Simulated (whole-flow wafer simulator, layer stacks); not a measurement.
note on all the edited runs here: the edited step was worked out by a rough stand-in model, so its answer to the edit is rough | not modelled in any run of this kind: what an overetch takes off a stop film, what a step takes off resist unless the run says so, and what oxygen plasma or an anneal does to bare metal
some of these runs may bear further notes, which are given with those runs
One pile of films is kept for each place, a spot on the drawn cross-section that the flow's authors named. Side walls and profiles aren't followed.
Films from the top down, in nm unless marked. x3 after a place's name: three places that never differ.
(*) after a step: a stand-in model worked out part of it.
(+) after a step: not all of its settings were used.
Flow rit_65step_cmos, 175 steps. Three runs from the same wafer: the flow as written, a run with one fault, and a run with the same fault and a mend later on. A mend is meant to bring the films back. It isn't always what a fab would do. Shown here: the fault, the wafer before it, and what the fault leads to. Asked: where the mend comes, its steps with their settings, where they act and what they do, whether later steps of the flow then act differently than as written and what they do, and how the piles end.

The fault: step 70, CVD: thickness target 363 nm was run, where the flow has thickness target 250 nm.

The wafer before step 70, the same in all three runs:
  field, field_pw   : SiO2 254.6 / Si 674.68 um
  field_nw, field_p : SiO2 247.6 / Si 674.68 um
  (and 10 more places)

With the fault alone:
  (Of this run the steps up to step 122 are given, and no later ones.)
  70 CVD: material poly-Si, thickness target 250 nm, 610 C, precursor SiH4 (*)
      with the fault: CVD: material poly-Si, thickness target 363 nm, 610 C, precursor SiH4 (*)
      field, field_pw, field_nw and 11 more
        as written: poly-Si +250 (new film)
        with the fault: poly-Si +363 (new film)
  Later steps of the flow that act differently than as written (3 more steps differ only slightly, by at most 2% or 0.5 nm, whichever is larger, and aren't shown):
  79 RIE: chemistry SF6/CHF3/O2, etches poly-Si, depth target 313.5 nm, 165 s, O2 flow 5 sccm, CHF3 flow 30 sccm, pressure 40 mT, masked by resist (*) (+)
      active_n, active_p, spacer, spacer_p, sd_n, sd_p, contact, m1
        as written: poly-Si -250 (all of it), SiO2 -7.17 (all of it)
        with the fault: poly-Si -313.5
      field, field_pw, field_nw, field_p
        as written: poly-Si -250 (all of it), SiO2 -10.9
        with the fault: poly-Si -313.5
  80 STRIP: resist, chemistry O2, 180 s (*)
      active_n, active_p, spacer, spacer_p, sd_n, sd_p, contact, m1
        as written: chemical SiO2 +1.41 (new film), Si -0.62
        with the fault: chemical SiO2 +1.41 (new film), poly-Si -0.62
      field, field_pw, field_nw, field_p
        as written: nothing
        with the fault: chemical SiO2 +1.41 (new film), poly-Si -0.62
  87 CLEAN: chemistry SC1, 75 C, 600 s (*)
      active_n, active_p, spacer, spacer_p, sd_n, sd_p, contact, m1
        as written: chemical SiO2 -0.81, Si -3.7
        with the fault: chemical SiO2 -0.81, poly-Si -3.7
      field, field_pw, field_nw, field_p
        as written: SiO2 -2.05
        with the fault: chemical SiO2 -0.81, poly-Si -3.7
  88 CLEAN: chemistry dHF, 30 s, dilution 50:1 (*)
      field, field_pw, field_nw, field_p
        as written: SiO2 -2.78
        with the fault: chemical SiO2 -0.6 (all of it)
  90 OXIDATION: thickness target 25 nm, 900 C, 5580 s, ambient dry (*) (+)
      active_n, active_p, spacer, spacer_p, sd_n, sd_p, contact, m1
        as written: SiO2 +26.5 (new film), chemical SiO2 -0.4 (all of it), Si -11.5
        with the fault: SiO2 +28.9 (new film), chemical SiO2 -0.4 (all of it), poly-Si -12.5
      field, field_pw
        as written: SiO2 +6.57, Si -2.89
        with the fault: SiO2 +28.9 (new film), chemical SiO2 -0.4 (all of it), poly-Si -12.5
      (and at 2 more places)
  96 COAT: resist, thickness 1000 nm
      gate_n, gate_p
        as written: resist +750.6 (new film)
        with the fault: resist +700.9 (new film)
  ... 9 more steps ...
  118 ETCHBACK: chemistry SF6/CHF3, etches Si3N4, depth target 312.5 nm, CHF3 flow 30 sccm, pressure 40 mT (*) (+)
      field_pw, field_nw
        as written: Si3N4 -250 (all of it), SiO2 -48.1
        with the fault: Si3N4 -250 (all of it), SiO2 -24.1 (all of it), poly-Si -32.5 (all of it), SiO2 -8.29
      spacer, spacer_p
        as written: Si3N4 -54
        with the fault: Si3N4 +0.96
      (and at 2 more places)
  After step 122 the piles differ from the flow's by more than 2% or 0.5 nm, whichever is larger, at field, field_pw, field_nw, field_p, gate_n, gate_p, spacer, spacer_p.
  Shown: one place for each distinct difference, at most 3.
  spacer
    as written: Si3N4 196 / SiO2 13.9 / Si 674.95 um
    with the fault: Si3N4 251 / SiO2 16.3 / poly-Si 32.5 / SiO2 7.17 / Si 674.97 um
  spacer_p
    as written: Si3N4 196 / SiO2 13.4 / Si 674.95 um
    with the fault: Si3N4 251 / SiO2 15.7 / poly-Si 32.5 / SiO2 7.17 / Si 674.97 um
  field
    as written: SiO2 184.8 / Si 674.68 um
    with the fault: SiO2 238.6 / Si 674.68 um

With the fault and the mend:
  The mend comes after step 71.
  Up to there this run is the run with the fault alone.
  71a ETCH: chemistry tmah, depth target 113 nm
      field, field_pw, field_nw and 11 more
        poly-Si -113
  No later step of the flow acts differently than as written at any place that is followed.
  At the end the piles are the same as the flow's at every place that both follow.
